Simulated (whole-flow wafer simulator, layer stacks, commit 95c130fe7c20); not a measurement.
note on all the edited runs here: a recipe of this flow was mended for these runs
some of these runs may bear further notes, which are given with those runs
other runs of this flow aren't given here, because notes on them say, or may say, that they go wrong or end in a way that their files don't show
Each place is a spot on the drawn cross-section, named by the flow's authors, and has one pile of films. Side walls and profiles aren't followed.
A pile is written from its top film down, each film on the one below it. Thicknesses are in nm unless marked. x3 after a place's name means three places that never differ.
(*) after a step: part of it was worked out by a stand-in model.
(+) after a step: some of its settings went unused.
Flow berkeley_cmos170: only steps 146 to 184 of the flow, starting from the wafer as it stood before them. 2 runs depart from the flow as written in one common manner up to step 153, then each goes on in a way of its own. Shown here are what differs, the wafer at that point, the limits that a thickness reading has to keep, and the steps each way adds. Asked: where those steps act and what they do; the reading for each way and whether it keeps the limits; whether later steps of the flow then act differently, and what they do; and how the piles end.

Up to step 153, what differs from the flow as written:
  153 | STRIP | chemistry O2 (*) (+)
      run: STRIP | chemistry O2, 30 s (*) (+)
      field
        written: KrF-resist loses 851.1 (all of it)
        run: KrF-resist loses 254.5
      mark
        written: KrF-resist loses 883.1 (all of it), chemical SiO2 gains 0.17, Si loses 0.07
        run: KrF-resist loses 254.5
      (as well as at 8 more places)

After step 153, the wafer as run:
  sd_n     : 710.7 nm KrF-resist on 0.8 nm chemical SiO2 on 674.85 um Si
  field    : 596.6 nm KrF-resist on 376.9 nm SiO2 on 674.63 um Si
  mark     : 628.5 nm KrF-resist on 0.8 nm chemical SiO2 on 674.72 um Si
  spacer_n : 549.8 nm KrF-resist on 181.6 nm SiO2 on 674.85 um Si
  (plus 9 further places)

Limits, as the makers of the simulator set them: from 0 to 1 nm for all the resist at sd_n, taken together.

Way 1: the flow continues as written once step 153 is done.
  The reading taken after step 153 is 710.7 nm, which is outside the limits.
  Later steps of the flow acting differently than as written (not shown: 6 more steps that differ only slightly, by at most 2% or 0.5 nm, whichever is larger):
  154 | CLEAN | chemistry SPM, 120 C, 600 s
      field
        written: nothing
        way: KrF-resist loses 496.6
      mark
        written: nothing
        way: KrF-resist loses 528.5
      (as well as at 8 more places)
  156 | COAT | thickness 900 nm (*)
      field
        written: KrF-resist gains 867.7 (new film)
        way: KrF-resist gains 864
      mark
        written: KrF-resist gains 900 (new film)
        way: KrF-resist gains 900
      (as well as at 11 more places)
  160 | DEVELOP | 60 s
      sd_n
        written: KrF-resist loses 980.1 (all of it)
        way: KrF-resist loses 971.8
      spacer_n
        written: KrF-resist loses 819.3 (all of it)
        way: KrF-resist loses 814
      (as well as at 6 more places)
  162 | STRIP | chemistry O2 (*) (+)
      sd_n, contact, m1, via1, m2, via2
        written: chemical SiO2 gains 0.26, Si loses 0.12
        way: KrF-resist loses 100 (all of it), chemical SiO2 gains 0.18, Si loses 0.08
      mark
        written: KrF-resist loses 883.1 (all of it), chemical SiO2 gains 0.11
        way: KrF-resist loses 983.1 (all of it), chemical SiO2 gains 0.18, Si loses 0.08
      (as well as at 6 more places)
  When the end is reached, the piles differ only a little from the flow's at the places that both follow, at most by 2% or 0.5 nm, whichever is larger.

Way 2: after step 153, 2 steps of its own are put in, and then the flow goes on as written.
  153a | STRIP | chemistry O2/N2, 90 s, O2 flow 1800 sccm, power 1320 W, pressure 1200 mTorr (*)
      field
        KrF-resist loses 596.6 (all of it)
      mark
        KrF-resist loses 628.5 (all of it), chemical SiO2 gains 0.43, Si loses 0.19
      sd_n
        KrF-resist loses 710.7 (all of it), chemical SiO2 gains 0.43, Si loses 0.19
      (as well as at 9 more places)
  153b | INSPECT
      does not change any film at any place that is followed
  The reading taken after step 153b is 0 nm, which is within the limits.
  None of the later steps of the flow differs from how it acts as written, at any place that is followed, by more than 2% or 0.5 nm, whichever is larger.
  When the end is reached, the piles differ only a little from the flow's at the places that both follow, at most by 2% or 0.5 nm, whichever is larger.

Keeping within the limits: way 2. Outside them: way 1.
